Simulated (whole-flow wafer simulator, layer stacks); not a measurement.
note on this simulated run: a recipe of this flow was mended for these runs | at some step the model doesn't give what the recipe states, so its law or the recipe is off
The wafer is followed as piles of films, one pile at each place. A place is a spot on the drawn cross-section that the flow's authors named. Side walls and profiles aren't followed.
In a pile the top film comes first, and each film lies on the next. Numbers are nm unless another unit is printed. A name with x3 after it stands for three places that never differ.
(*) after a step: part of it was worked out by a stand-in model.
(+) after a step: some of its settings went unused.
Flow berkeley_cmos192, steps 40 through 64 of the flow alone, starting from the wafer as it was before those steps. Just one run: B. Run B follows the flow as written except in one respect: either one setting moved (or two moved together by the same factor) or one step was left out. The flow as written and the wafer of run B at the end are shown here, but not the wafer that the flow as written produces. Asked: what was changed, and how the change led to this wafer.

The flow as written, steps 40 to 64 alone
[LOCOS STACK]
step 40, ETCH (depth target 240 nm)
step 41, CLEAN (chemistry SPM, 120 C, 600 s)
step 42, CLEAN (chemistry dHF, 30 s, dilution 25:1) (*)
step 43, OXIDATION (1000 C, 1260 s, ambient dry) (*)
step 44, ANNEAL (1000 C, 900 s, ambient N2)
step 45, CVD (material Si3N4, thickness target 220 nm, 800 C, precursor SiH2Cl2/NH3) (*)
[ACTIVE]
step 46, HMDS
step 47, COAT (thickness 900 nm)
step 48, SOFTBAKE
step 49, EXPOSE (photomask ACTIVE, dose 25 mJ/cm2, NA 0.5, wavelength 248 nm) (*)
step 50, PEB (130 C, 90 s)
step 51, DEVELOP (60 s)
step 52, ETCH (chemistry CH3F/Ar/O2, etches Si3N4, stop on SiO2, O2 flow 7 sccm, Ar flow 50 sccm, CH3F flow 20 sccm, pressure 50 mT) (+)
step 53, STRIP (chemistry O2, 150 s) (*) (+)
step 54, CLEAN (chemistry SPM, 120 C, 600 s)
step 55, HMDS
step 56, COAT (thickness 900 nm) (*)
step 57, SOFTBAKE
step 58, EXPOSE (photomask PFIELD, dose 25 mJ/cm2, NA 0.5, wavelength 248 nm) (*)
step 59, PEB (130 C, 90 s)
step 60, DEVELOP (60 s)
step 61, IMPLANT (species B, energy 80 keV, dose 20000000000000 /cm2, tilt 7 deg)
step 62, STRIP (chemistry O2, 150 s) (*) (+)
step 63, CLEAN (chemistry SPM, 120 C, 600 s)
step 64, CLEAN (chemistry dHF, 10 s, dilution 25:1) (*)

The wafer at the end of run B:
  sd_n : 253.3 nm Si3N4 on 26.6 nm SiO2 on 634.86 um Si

The reason: step 45, CVD: thickness target 254 nm was run, while the flow as written has thickness target 220 nm.

How this came from the change, step by step:
  step 45, CVD (material Si3N4, thickness target 220 nm, 800 C, precursor SiH2Cl2/NH3) (*)
      field, sd_n, spacer_n and 6 more: +254 Si3N4 (new film) (in the flow as written it would be: +220 Si3N4 (new film))
  step 52, ETCH (chemistry CH3F/Ar/O2, etches Si3N4, stop on SiO2, O2 flow 7 sccm, Ar flow 50 sccm, CH3F flow 20 sccm, pressure 50 mT) (+)
      sd_n, spacer_n, gate, sd_p, spacer_p, gate_p, contact, m1: -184 KrF-resist (in the flow as written it would be: -161.3 KrF-resist)
      field: -254 Si3N4 (all of it), -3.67 SiO2 (in the flow as written it would be: -220 Si3N4 (all of it), -3.67 SiO2)
  step 53, STRIP (chemistry O2, 150 s) (*) (+)
      sd_n, spacer_n, gate, sd_p, spacer_p, gate_p, contact, m1: -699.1 KrF-resist (all of it) (in the flow as written it would be: -721.7 KrF-resist (all of it))
  step 56, COAT (thickness 900 nm) (*)
      sd_n: +767.9 KrF-resist (new film) (in the flow as written it would be: +785.2 KrF-resist (new film))
      m1: +770.9 KrF-resist (new film) (in the flow as written it would be: +787.2 KrF-resist (new film))
  step 62, STRIP (chemistry O2, 150 s) (*) (+)
      sd_n: -751.4 KrF-resist (all of it) (in the flow as written it would be: -768.5 KrF-resist (all of it))
      m1: -754.3 KrF-resist (all of it) (in the flow as written it would be: -770.6 KrF-resist (all of it))
